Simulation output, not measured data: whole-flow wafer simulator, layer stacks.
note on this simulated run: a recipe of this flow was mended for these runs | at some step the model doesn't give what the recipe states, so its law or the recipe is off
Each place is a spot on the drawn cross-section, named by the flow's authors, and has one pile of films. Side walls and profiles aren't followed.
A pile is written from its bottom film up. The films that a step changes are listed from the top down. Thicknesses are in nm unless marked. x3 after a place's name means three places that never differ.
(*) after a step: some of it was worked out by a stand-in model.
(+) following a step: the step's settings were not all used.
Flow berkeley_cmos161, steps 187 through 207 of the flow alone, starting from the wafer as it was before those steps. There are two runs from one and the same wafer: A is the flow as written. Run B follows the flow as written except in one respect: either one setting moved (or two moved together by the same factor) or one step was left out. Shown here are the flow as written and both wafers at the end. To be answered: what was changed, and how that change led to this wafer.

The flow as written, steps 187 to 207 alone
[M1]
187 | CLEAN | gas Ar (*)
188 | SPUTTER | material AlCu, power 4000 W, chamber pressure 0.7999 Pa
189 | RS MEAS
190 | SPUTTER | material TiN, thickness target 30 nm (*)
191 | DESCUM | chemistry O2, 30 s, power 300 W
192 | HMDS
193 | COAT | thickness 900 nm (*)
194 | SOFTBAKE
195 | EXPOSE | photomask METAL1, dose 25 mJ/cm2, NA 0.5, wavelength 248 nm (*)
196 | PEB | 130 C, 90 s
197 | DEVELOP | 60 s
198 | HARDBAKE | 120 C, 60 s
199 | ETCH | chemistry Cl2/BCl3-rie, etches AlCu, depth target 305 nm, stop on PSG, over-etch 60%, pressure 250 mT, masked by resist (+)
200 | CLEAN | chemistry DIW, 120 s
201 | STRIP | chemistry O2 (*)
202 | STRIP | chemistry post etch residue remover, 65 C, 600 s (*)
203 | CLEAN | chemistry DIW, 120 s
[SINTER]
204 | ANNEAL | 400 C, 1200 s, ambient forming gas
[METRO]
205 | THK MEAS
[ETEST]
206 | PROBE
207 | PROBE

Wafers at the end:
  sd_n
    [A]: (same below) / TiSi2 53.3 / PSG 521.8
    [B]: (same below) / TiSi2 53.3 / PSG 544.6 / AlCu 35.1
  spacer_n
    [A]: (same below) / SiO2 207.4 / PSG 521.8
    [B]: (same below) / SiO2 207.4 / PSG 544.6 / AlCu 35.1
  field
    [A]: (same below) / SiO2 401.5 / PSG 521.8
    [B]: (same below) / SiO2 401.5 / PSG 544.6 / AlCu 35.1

Cause: step 199, ETCH: depth target 168 nm was run, though the flow has depth target 305 nm.

The path from the change to this, step by step:
  199 | ETCH | chemistry Cl2/BCl3-rie, etches AlCu, depth target 305 nm, stop on PSG, over-etch 60%, pressure 250 mT, masked by resist (+)
      field, sd_n, spacer_n, gate_n, spacer_p, gate_p: A TiN loses 30 (all of it), AlCu loses 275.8 (all of it), PSG loses 22.8 | B TiN loses 30 (all of it), AlCu loses 238.8
      contact, m1: A KrF-resist loses 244 | B KrF-resist loses 134.4
      (also at 1 further place)
  201 | STRIP | chemistry O2 (*)
      contact: A KrF-resist loses 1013 (all of it) | B KrF-resist loses 1122.6 (all of it)
      m1: A KrF-resist loses 537.5 (all of it) | B KrF-resist loses 647.1 (all of it)
  202 | STRIP | chemistry post etch residue remover, 65 C, 600 s (*)
      field, sd_n, spacer_n, gate_n, spacer_p, gate_p: A nothing | B AlCu loses 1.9
Taking metal films that touch as one body, sd_n has 1 body; the flow as written gives 0 bodies.
Taking metal films that touch as one body, spacer_n has 1 body; the flow as written gives 0 bodies.
Taking metal films that touch as one body, field has 1 body; the flow as written gives 0 bodies.
